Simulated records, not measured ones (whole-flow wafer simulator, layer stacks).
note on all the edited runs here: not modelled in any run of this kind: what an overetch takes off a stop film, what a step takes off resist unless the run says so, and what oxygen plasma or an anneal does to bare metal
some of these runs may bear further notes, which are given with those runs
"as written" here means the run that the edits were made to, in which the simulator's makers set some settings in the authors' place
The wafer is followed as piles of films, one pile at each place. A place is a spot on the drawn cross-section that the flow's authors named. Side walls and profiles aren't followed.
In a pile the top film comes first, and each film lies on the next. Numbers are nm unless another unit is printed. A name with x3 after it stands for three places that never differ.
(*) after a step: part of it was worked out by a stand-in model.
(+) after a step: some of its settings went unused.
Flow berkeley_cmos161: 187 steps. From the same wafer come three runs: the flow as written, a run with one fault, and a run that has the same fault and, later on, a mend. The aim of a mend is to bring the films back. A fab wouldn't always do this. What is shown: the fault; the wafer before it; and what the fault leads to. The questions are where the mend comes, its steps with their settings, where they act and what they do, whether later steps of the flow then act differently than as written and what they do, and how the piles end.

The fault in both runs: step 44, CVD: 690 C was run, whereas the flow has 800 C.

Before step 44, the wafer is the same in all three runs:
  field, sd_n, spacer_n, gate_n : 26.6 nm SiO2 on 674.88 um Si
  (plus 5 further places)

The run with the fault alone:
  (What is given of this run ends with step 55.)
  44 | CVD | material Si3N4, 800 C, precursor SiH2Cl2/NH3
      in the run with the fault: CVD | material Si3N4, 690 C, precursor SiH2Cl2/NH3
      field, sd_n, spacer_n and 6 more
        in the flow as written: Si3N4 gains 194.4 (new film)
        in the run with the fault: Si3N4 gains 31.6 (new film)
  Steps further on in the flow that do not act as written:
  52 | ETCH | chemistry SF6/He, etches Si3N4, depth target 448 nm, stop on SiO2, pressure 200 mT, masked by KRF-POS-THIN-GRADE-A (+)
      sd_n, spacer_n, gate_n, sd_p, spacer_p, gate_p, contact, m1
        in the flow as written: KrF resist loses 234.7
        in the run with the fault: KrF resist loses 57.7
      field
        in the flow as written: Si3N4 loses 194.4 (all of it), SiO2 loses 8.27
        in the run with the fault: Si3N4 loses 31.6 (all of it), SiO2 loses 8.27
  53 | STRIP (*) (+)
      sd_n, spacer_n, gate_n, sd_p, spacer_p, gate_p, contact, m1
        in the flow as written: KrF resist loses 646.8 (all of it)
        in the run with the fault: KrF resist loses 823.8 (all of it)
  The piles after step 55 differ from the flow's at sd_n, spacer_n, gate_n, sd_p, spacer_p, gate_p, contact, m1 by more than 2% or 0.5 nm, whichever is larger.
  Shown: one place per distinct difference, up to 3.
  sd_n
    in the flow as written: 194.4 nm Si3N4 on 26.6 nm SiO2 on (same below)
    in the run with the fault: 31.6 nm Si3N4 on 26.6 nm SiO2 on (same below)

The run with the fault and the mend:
  The mend stands after step 44.
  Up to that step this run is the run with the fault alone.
  44a | ETCH | chemistry h3po4, depth target 36.31 nm
      field, sd_n, spacer_n and 6 more
        Si3N4 loses 31.6 (all of it)
  44b | CLEAN | chemistry SPM (the flow's step 36, run once more)
      does not change any film at any place that is followed
  44c | CVD | material Si3N4, 800 C, precursor SiH2Cl2/NH3 (the flow's step 44, run once more)
      field, sd_n, spacer_n and 6 more
        Si3N4 gains 194.4 (new film)
  Every later step of the flow that is run acts as written at every place that is followed.
  By the end, the piles equal the flow's at every place that both follow.
